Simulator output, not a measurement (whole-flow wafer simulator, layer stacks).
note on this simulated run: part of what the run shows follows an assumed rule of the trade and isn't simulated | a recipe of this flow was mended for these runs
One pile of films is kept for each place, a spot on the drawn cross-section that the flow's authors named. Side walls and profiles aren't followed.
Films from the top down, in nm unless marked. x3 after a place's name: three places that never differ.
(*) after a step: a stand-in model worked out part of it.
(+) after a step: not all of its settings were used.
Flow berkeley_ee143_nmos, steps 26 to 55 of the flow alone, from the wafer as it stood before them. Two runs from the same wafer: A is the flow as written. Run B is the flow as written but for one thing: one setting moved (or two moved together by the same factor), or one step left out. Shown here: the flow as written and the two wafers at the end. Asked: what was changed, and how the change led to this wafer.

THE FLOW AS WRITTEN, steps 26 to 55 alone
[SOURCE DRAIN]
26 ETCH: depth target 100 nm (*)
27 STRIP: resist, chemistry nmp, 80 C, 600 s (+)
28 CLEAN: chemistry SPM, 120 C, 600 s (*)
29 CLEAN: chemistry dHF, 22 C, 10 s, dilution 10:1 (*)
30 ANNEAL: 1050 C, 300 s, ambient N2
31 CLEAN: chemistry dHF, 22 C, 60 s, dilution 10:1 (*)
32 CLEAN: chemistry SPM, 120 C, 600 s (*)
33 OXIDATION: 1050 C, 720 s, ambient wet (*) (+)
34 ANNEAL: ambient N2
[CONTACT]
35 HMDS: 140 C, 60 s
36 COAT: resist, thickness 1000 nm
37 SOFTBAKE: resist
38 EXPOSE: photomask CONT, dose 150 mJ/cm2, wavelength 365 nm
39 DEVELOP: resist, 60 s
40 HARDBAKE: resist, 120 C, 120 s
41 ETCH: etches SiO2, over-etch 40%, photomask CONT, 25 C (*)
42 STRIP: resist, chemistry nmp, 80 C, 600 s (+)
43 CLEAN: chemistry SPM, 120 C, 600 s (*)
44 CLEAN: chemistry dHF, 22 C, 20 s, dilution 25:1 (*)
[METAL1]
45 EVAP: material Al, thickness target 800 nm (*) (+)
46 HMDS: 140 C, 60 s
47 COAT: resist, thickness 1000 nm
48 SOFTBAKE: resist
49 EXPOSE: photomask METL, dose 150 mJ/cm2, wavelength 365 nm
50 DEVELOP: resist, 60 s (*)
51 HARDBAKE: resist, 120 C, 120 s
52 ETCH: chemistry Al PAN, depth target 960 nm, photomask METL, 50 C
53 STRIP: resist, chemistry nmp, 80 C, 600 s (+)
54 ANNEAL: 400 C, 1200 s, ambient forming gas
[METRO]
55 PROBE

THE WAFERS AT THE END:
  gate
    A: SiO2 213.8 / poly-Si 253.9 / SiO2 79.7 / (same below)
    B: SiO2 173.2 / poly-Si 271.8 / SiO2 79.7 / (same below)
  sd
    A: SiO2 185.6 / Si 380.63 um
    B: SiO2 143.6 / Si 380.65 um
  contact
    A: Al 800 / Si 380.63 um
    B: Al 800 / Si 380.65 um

The cause: step 33, OXIDATION: 1021 C was run, where the flow has 1050 C.

How the change led to this, step by step:
  33 OXIDATION: 1050 C, 720 s, ambient wet (*) (+)
      sd, contact: A SiO2 +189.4 (new film), chemical SiO2 -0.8 (all of it), Si -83 | B SiO2 +147.4 (new film), chemical SiO2 -0.8 (all of it), Si -64.5
      gate: A SiO2 +217.6 (new film), chemical SiO2 -0.8 (all of it), poly-Si -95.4 | B SiO2 +177 (new film), chemical SiO2 -0.8 (all of it), poly-Si -77.5
      (and at 1 more place)
  41 ETCH: etches SiO2, over-etch 40%, photomask CONT, 25 C (*)
      contact: A SiO2 -189.4 (all of it) | B SiO2 -147.4 (all of it)
  47 COAT: resist, thickness 1000 nm
      contact: A resist +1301 (new film) | B resist +1272 (new film)
  51 HARDBAKE: resist, 120 C, 120 s
      contact: A resist -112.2 | B resist -109.5
  53 STRIP: resist, chemistry nmp, 80 C, 600 s (+)
      contact: A resist -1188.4 (all of it) | B resist -1162.1 (all of it)
